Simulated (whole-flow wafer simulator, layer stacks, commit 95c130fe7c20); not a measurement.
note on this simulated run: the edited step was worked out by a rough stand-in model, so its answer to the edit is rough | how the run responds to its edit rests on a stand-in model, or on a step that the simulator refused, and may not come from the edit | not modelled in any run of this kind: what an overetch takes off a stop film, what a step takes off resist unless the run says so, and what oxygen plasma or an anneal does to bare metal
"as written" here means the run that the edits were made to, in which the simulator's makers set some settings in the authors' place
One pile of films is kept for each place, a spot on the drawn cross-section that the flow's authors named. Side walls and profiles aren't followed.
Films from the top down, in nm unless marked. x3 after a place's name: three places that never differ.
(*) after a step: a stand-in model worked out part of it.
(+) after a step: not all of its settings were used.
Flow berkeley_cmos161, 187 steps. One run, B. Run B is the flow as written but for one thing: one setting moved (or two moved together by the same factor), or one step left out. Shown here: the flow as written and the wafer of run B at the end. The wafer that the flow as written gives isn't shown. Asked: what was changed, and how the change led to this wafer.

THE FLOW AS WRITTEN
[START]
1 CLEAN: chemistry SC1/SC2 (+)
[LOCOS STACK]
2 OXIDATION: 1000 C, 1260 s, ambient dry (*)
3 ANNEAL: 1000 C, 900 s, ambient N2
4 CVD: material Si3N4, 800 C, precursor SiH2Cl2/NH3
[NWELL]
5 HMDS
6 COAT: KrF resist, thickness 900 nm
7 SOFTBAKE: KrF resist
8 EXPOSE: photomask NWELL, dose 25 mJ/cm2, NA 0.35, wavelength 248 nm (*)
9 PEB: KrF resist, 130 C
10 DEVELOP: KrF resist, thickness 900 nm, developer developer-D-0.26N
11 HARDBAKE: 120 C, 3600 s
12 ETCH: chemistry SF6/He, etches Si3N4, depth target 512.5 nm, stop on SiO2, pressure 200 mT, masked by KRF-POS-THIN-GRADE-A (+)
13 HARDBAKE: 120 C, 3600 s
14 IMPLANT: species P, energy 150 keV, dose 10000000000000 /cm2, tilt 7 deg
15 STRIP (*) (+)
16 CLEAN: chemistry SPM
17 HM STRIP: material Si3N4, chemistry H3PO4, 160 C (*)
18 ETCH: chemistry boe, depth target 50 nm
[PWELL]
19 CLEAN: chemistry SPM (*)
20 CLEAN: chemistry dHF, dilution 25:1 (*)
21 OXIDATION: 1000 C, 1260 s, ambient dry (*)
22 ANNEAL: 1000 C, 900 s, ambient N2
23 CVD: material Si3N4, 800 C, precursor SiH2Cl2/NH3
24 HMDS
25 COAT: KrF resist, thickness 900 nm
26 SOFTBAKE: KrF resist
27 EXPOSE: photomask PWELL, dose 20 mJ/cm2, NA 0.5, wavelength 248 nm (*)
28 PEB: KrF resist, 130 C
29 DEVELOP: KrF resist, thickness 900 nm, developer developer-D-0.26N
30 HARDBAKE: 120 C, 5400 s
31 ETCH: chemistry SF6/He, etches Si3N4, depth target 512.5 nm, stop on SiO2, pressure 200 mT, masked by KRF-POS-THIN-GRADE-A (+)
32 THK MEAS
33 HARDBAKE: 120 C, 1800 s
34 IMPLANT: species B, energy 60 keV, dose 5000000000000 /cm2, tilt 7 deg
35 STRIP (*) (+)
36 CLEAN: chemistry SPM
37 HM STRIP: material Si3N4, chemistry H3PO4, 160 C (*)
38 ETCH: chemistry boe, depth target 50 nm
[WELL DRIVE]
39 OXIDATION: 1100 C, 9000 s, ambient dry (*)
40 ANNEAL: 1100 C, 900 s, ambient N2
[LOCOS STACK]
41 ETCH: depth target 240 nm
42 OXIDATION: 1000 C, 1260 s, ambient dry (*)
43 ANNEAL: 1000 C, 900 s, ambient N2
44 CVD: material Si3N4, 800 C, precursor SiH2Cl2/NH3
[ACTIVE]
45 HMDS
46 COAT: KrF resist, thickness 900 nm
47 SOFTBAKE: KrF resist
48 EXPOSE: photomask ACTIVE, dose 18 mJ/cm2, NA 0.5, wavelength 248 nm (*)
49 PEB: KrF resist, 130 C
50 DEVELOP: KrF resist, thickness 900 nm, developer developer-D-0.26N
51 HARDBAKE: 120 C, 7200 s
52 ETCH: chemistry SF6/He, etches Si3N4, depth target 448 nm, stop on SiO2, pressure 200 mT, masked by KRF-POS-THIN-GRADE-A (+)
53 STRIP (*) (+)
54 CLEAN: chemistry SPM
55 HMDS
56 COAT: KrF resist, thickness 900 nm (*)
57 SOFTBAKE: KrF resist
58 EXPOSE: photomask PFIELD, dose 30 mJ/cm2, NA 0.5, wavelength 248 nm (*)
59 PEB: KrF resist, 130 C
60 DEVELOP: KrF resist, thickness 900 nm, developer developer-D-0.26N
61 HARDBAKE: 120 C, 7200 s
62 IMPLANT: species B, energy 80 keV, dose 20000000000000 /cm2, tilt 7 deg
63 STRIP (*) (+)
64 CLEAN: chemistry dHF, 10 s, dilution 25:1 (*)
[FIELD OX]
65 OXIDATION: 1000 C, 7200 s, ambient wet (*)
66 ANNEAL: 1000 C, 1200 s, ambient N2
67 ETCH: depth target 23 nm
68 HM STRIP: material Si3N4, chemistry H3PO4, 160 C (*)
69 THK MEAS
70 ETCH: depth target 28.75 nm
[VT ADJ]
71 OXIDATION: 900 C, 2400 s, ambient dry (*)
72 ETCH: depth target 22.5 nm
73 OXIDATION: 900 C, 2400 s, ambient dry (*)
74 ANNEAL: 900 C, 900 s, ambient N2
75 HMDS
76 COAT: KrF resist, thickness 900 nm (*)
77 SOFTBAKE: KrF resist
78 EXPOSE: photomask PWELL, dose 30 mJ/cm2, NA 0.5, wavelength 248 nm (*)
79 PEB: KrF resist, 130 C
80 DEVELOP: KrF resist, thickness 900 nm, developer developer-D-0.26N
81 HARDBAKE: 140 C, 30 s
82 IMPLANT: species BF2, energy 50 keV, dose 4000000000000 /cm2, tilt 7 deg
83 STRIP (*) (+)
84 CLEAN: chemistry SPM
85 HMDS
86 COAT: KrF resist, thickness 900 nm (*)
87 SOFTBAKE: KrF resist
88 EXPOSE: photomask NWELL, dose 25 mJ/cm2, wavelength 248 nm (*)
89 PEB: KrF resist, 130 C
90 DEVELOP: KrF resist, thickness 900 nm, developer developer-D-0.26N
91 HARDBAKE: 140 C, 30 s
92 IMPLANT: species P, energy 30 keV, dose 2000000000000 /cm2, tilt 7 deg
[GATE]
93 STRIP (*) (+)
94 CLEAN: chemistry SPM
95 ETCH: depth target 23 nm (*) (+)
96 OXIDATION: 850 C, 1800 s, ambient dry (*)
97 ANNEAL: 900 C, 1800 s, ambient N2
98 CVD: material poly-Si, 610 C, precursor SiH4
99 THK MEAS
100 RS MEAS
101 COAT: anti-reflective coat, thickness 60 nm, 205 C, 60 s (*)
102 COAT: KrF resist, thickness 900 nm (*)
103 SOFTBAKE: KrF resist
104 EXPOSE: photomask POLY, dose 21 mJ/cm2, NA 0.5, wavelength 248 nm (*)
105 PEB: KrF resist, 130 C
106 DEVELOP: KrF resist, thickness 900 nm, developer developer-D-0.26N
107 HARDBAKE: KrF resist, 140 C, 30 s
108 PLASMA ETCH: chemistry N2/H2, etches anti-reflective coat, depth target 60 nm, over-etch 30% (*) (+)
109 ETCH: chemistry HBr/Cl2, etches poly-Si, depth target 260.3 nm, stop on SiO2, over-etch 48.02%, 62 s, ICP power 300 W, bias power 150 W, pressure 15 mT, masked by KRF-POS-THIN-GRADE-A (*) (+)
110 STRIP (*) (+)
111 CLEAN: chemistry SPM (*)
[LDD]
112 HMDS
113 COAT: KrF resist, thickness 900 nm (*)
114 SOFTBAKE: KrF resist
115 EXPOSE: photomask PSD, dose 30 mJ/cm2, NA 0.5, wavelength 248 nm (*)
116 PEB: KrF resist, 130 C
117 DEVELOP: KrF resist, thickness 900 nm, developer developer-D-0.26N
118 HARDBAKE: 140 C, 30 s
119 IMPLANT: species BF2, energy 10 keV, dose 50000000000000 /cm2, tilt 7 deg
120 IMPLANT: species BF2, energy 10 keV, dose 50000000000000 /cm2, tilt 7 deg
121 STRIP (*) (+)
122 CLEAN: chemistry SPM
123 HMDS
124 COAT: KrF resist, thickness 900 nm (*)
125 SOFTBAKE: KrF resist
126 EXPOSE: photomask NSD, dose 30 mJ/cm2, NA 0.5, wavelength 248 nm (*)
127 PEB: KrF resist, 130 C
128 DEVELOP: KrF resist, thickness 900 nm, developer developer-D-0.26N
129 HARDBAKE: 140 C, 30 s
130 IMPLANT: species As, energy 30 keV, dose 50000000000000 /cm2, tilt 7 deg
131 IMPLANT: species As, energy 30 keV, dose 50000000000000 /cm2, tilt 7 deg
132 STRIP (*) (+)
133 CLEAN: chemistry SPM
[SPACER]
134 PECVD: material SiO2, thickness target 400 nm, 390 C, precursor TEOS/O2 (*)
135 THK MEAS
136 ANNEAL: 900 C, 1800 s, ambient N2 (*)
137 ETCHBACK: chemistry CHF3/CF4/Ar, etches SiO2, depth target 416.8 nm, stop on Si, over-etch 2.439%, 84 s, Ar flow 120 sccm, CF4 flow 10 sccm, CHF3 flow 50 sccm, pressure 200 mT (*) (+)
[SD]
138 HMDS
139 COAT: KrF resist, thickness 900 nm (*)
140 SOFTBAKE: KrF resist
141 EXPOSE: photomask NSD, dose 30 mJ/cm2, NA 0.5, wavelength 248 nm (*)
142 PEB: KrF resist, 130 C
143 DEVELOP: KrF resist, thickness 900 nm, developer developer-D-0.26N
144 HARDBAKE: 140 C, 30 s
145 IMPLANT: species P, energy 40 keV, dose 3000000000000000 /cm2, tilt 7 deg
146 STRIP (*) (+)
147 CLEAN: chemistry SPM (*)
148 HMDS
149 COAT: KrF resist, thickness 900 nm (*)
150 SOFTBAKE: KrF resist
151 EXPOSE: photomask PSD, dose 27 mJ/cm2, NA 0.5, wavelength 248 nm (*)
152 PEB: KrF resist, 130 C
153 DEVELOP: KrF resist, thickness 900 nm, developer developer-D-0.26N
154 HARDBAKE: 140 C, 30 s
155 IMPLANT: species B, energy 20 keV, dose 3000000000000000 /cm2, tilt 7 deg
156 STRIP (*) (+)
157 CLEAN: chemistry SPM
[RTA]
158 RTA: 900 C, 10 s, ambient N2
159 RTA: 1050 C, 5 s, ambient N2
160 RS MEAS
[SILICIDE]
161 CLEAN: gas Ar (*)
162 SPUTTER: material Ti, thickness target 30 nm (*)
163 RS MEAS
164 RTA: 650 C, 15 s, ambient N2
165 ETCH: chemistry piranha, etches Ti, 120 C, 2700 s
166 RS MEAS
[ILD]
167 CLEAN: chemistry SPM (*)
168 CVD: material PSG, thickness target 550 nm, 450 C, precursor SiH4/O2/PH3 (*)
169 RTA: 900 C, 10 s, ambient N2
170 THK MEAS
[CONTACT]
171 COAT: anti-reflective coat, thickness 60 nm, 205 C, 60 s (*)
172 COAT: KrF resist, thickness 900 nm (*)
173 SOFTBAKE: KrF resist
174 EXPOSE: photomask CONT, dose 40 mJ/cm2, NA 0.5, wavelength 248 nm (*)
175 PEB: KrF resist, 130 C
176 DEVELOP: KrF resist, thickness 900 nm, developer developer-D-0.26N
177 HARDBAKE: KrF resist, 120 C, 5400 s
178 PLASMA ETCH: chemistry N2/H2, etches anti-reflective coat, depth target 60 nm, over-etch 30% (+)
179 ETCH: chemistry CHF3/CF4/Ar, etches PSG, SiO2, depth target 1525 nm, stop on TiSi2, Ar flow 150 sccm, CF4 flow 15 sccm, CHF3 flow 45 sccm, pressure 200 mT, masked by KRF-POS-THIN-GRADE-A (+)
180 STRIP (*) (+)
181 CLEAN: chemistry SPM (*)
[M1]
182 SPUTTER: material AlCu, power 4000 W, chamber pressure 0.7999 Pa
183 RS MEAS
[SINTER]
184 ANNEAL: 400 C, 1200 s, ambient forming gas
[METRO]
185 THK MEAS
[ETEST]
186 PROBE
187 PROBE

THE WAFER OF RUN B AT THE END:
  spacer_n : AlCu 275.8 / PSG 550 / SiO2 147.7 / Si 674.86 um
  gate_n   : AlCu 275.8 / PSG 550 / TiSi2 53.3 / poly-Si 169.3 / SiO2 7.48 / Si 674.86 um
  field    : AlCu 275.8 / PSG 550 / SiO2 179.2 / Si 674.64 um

The cause: step 134, PECVD: thickness target 160 nm was run, where the flow has thickness target 400 nm.

How the change led to this, step by step:
  134 PECVD: material SiO2, thickness target 400 nm, 390 C, precursor TEOS/O2 (*)
      field, sd_n, contact, m1: SiO2 +160 (as written it would be: SiO2 +400)
      spacer_n, sd_p, spacer_p: SiO2 +154.4 (as written it would be: SiO2 +385)
      (and at 2 more places)
  136 ANNEAL: 900 C, 1800 s, ambient N2 (*)
      field, sd_n, gate_n, gate_p, contact, m1: SiO2 -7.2 (as written it would be: SiO2 -18)
      spacer_n, sd_p, spacer_p: SiO2 -6.95 (as written it would be: SiO2 -17.3)
  137 ETCHBACK: chemistry CHF3/CF4/Ar, etches SiO2, depth target 416.8 nm, stop on Si, over-etch 2.439%, 84 s, Ar flow 120 sccm, CF4 flow 10 sccm, CHF3 flow 50 sccm, pressure 200 mT (*) (+)
      spacer_n, spacer_p: nothing (as written it would be: SiO2 -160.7)
      gate_n, gate_p: SiO2 -152.8 (all of it), chemical SiO2 -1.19 (all of it), poly-Si -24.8 (as written it would be: SiO2 -382 (all of it), chemical SiO2 -1.19 (all of it), poly-Si -3.98)
      (and at 4 more places)
  139 COAT: KrF resist, thickness 900 nm (*)
      field: KrF resist +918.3 (new film) (as written it would be: KrF resist +863.9 (new film))
      sd_n: KrF resist +882 (new film) (as written it would be: KrF resist +1008.1 (new film))
      (and at 7 more places)
  143 DEVELOP: KrF resist, thickness 900 nm, developer developer-D-0.26N
      sd_n: KrF resist -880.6 (all of it) (as written it would be: KrF resist -1006.5 (all of it))
      spacer_n: KrF resist -777.9 (all of it) (as written it would be: KrF resist -815.5 (all of it))
      (and at 2 more places)
  144 HARDBAKE: 140 C, 30 s
      field: KrF resist -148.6 (as written it would be: KrF resist -139.8)
      sd_p: KrF resist -146.8 (as written it would be: KrF resist -163.7)
      (and at 3 more places)
  146 STRIP (*) (+)
      field: KrF resist -754 (all of it) (as written it would be: KrF resist -708.5 (all of it))
      sd_p: chemical SiO2 +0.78 (new film), KrF resist -744.7 (all of it), Si -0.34 (as written it would be: chemical SiO2 +0.8 (new film), KrF resist -832.5 (all of it), Si -0.35)
      (and at 3 more places)
  149 COAT: KrF resist, thickness 900 nm (*)
      field: KrF resist +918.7 (new film) (as written it would be: KrF resist +864.1 (new film))
      sd_n: KrF resist +881.7 (new film) (as written it would be: KrF resist +1007.8 (new film))
      (and at 7 more places)
  153 DEVELOP: KrF resist, thickness 900 nm, developer developer-D-0.26N
      sd_p: KrF resist -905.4 (all of it) (as written it would be: KrF resist -1010.3 (all of it))
      spacer_p: KrF resist -779 (all of it) (as written it would be: KrF resist -808.8 (all of it))
      (and at 1 more place)
  154 HARDBAKE: 140 C, 30 s
      field: KrF resist -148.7 (as written it would be: KrF resist -139.8)
      sd_n: KrF resist -142.6 (as written it would be: KrF resist -163)
      (and at 4 more places)
  156 STRIP (*) (+)
      gate_n: KrF resist -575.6 (all of it), chemical SiO2 +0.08, poly-Si -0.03 (as written it would be: KrF resist -638.8 (all of it), chemical SiO2 +0.08)
      field: KrF resist -754.3 (all of it) (as written it would be: KrF resist -708.6 (all of it))
      (and at 4 more places)
  168 CVD: material PSG, thickness target 550 nm, 450 C, precursor SiH4/O2/PH3 (*)
      sd_p: PSG +550 (new film) (as written it would be: PSG +521.9 (new film))
  171 COAT: anti-reflective coat, thickness 60 nm, 205 C, 60 s (*)
      field: anti-reflective coat +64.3 (new film) (as written it would be: anti-reflective coat +38.5 (new film))
      sd_n: anti-reflective coat +43.5 (new film) (as written it would be: anti-reflective coat +149.7 (new film))
      (and at 7 more places)
  172 COAT: KrF resist, thickness 900 nm (*)
      field: KrF resist +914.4 (new film) (as written it would be: KrF resist +883.8 (new film))
      spacer_n: KrF resist +791.7 (new film) (as written it would be: KrF resist +853.8 (new film))
      (and at 6 more places)
  176 DEVELOP: KrF resist, thickness 900 nm, developer developer-D-0.26N
      contact: KrF resist -881.7 (all of it) (as written it would be: KrF resist -977.7 (all of it))
  178 PLASMA ETCH: chemistry N2/H2, etches anti-reflective coat, depth target 60 nm, over-etch 30% (+)
      field, sd_n, spacer_n, gate_n, sd_p, spacer_p, gate_p, m1: KrF resist -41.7 (as written it would be: KrF resist -44.3)
      contact: anti-reflective coat -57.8 (all of it), PSG -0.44 (as written it would be: anti-reflective coat -61.4 (all of it), PSG -0.47)
  ... 1 more step ...
  182 SPUTTER: material AlCu, power 4000 W, chamber pressure 0.7999 Pa
      sd_p: AlCu +275.8 (new film) (as written it would be: AlCu +234.7 (new film))
